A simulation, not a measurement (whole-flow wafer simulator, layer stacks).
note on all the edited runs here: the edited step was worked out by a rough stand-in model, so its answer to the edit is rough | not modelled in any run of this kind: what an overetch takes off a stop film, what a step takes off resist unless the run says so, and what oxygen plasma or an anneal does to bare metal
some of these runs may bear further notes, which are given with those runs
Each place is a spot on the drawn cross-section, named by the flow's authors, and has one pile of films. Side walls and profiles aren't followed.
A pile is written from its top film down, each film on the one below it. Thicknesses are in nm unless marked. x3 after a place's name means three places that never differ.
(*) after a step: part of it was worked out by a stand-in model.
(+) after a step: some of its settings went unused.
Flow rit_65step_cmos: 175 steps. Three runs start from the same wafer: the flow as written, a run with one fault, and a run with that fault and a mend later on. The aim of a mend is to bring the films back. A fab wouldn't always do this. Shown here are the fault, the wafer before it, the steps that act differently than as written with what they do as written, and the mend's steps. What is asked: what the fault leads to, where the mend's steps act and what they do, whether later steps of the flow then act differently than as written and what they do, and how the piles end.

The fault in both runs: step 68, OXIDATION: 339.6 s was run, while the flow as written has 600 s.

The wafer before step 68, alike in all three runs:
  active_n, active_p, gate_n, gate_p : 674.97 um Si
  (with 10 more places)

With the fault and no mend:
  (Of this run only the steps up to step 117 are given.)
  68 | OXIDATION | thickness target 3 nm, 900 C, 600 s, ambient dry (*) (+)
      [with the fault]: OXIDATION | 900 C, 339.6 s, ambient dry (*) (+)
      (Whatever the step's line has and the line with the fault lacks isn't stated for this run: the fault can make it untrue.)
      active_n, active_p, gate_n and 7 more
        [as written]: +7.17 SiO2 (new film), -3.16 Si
        [with the fault]: +5.21 SiO2 (new film), -2.29 Si
  Later steps of the flow acting differently than as written (not shown: 14 more steps that differ only slightly, by at most 2% or 0.5 nm, whichever is larger):
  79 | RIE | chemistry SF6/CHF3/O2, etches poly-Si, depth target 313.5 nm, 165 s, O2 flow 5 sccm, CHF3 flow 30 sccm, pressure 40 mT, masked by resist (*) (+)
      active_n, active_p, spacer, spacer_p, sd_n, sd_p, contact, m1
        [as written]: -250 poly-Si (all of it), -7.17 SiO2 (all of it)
        [with the fault]: -250 poly-Si (all of it), -5.21 SiO2 (all of it)
  After step 117, at gate_n, gate_p, the piles differ from the flow's by more than 2% or 0.5 nm, whichever is larger.
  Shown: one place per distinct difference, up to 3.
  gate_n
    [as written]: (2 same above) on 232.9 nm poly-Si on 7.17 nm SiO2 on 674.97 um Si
    [with the fault]: (2 same above) on 232.9 nm poly-Si on 5.21 nm SiO2 on 674.97 um Si

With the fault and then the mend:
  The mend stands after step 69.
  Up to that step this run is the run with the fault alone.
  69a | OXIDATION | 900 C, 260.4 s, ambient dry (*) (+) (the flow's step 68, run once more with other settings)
      active_n, active_p, gate_n and 7 more
        +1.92 SiO2, -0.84 Si
  Later steps of the flow that are run all act as written at every place that is followed, up to a difference of at most 2% or 0.5 nm, whichever is larger.
  When the end is reached, the piles differ only a little from the flow's at the places that both follow, at most by 2% or 0.5 nm, whichever is larger.
